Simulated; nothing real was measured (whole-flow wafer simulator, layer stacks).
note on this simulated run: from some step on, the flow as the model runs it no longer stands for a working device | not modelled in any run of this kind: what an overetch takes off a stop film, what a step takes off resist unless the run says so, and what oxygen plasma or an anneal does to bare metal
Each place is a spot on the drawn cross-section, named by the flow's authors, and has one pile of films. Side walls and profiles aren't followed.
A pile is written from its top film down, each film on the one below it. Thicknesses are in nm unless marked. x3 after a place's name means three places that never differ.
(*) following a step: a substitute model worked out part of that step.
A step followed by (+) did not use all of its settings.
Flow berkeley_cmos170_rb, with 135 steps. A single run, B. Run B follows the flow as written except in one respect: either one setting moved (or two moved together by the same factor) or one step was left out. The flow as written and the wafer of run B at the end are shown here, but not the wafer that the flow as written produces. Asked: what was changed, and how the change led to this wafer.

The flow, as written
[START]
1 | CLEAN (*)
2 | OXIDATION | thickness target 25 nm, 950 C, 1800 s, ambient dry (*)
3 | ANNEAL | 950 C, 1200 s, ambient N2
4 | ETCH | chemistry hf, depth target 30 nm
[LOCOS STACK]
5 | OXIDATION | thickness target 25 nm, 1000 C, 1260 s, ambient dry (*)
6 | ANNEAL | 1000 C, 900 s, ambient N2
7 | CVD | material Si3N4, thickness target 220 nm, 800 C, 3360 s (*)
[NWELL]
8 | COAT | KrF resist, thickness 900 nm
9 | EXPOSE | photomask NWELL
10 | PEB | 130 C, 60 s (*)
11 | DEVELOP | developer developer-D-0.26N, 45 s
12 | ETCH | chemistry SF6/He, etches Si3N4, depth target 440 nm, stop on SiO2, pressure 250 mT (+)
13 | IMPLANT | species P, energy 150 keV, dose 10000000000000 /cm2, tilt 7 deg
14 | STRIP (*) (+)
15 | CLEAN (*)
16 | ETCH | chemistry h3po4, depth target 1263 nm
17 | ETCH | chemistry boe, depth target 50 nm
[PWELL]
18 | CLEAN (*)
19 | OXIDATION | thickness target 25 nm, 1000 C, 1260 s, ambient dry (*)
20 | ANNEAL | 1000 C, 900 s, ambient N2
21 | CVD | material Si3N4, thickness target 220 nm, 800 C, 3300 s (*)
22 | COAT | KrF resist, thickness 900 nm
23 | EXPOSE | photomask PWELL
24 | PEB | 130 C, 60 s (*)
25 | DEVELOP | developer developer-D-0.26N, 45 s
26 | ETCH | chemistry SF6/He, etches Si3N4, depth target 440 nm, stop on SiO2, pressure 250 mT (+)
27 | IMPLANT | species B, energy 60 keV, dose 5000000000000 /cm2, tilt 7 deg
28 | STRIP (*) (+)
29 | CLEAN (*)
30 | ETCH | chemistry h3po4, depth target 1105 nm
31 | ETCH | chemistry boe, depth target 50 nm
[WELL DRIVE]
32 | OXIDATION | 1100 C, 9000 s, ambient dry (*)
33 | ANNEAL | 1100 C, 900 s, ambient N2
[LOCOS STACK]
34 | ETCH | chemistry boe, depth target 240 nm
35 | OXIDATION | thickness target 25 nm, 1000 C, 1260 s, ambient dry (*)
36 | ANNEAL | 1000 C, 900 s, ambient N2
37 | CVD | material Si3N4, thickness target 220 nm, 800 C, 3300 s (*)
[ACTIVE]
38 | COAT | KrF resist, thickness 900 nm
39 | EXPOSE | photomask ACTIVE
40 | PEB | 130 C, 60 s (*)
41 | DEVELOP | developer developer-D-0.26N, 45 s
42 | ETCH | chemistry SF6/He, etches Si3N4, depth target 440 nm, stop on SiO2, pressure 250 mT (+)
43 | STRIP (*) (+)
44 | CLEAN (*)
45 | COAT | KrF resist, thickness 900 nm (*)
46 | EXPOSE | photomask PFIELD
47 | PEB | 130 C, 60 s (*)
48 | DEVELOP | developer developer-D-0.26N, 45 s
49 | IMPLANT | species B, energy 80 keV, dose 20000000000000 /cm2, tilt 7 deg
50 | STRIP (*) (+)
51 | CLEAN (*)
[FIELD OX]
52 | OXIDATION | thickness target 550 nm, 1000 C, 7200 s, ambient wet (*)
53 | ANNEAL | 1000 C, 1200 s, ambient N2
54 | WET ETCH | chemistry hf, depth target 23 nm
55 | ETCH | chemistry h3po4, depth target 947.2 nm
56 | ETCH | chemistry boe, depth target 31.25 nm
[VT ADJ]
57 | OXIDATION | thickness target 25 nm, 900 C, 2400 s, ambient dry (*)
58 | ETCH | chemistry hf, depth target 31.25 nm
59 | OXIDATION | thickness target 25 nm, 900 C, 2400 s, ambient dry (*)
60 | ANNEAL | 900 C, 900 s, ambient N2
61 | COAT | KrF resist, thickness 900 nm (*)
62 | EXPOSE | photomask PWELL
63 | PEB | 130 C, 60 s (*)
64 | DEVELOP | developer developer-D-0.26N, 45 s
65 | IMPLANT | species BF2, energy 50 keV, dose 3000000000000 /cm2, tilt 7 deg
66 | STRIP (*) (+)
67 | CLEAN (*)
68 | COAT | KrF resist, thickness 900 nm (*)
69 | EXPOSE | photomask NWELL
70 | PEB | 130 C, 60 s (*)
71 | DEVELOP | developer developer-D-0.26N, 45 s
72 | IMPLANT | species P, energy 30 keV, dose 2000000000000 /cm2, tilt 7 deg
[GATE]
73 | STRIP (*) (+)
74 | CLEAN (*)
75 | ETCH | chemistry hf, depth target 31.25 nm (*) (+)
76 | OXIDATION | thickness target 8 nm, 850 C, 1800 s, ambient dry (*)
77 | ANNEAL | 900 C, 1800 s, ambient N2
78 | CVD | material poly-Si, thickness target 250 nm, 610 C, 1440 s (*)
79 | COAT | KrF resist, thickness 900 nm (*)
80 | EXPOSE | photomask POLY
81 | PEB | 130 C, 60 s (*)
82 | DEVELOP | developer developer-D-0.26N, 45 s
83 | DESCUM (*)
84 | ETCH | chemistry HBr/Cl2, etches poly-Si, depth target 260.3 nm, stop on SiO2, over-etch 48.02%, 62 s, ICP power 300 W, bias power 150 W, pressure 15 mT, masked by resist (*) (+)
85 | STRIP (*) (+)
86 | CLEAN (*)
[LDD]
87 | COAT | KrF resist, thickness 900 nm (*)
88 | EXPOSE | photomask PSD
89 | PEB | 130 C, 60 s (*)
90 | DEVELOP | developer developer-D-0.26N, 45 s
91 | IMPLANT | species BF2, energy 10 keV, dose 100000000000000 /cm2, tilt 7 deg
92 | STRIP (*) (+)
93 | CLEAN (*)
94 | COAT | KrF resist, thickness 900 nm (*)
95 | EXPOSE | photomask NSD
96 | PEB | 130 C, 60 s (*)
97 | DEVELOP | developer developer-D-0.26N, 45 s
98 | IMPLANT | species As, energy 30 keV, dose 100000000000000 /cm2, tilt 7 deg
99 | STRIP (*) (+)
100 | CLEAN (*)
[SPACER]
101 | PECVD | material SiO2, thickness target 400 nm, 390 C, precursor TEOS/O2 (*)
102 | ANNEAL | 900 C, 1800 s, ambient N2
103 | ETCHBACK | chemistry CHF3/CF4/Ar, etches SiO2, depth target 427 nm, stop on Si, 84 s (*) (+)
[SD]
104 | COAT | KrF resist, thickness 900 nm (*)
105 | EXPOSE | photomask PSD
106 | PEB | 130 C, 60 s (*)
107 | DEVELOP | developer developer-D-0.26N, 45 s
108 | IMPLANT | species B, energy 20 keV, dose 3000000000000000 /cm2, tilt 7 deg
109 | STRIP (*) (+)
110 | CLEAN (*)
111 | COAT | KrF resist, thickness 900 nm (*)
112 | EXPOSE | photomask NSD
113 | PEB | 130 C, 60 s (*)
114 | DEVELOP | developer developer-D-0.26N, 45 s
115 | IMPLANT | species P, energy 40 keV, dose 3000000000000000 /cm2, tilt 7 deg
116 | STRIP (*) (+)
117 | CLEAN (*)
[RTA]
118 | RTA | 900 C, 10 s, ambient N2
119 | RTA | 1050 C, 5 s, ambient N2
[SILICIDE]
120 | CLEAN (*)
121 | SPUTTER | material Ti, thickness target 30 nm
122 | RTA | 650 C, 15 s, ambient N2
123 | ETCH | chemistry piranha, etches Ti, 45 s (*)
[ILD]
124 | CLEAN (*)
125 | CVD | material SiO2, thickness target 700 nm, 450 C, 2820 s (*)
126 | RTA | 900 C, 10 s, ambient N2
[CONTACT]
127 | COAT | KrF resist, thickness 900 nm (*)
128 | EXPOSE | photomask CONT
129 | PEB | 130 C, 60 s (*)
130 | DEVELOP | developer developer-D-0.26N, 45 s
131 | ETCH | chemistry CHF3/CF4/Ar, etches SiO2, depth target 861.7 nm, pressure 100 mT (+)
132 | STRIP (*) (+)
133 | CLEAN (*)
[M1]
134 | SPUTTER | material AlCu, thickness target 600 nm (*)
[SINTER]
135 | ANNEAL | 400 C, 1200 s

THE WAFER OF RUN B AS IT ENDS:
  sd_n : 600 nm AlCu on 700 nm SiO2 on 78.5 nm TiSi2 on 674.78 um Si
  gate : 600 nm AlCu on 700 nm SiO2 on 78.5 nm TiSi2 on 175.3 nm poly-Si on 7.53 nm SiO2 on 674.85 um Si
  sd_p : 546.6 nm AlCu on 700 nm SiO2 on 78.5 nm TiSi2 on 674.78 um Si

The reason: step 121, SPUTTER: thickness target 48 nm was run, whereas the flow has thickness target 30 nm.

The path from the change to this, step by step:
  121 | SPUTTER | material Ti, thickness target 30 nm
      field, sd_n, spacer_n, gate, spacer_p, gate_p, contact, m1: Ti gains 48 (new film) (as written it would have been: Ti gains 30 (new film))
      sd_p: Ti gains 43.4 (new film) (as written it would have been: Ti gains 27.1 (new film))
  122 | RTA | 650 C, 15 s, ambient N2
      sd_n, contact, m1: Ti loses 32.8, TiSi first gains 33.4 (new film), TiSi2 C49 gains 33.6 (new film), Si loses 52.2 (as written it would have been: Ti loses 23.4, TiSi first gains 6.2 (new film), TiSi2 C49 gains 50.3 (new film), Si loses 49)
      gate, gate_p: Ti loses 32.8, TiSi first gains 33.4 (new film), TiSi2 C49 gains 33.6 (new film), poly-Si loses 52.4 (as written it would have been: Ti loses 23.4, TiSi first gains 6.2 (new film), TiSi2 C49 gains 50.3 (new film), poly-Si loses 49.2)
      (and at 1 other place as well)
  123 | ETCH | chemistry piranha, etches Ti, 45 s (*)
      sd_n, gate, gate_p, contact, m1: Ti loses 15.2 (all of it) (as written it would have been: Ti loses 6.6 (all of it))
      field, spacer_n, spacer_p: Ti loses 48 (all of it) (as written it would have been: Ti loses 30 (all of it))
      (and at 1 other place as well)
  126 | RTA | 900 C, 10 s, ambient N2
      sd_n, contact, m1: under 1 film: TiSi2 gains 78.5 (new film), TiSi first loses 33.4 (all of it), TiSi2 C49 loses 33.6 (all of it), Si loses 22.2 (as written it would have been: under 1 film: TiSi2 gains 56 (new film), TiSi first loses 6.2 (all of it), TiSi2 C49 loses 50.3 (all of it), Si loses 4.12)
      gate, gate_p: under 1 film: TiSi2 gains 78.5 (new film), TiSi first loses 33.4 (all of it), TiSi2 C49 loses 33.6 (all of it), poly-Si loses 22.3 (as written it would have been: under 1 film: TiSi2 gains 56 (new film), TiSi first loses 6.2 (all of it), TiSi2 C49 loses 50.3 (all of it), poly-Si loses 4.13)
      (and at 1 other place as well)
